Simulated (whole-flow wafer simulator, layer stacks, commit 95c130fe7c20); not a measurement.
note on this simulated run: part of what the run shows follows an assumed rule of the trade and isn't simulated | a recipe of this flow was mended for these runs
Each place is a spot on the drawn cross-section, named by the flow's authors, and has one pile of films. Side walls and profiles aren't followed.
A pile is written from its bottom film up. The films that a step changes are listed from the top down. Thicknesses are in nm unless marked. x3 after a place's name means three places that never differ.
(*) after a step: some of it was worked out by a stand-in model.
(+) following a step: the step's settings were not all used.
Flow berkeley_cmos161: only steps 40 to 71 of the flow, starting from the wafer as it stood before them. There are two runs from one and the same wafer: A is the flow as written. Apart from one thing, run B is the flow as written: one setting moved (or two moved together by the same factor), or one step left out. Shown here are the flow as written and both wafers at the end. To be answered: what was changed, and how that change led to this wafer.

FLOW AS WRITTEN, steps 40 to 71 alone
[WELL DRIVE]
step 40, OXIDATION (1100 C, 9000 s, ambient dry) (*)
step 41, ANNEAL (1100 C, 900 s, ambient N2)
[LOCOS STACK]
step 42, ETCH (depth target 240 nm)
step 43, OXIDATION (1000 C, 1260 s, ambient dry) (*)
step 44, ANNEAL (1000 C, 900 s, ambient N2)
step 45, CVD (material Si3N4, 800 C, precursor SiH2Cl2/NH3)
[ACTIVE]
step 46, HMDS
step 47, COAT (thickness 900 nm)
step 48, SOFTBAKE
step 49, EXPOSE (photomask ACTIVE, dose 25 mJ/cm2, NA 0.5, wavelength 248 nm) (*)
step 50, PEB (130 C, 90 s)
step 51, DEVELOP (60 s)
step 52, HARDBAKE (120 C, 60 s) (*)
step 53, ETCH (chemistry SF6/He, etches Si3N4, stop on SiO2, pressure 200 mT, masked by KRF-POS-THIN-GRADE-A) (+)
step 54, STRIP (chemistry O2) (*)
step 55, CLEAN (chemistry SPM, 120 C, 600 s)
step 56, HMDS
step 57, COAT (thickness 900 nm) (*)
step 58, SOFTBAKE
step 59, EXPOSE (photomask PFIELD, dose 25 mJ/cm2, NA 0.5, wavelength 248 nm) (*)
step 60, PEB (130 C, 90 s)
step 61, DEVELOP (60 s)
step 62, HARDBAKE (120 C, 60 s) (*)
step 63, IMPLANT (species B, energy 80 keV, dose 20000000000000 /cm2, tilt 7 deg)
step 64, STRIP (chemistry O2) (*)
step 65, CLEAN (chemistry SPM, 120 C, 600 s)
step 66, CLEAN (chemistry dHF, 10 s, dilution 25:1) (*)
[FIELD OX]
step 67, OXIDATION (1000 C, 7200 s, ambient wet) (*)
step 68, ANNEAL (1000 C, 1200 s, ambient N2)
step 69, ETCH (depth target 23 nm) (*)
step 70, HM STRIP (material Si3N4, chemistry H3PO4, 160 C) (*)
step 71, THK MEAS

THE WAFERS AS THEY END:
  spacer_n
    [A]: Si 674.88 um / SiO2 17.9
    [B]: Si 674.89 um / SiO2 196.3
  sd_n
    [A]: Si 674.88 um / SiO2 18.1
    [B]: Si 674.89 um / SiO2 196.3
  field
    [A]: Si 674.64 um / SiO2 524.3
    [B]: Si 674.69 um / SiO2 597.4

Cause: step 42, ETCH: depth target 240 nm, was not run.

The path from the change to this, step by step:
  step 43, OXIDATION (1000 C, 1260 s, ambient dry) (*)
      field, sd_n, spacer_n and 6 more: A +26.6 SiO2 (new film), -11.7 Si | B +7.37 SiO2, -3.24 Si
  step 67, OXIDATION (1000 C, 7200 s, ambient wet) (*)
      sd_n, sd_p: A +12.1 SiO2 (new film), -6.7 Si3N4, +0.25 SiO2, -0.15 Si | B +12.1 SiO2 (new film), -6.7 Si3N4
      field: A +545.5 SiO2, -240 Si | B +440.2 SiO2, -193.7 Si
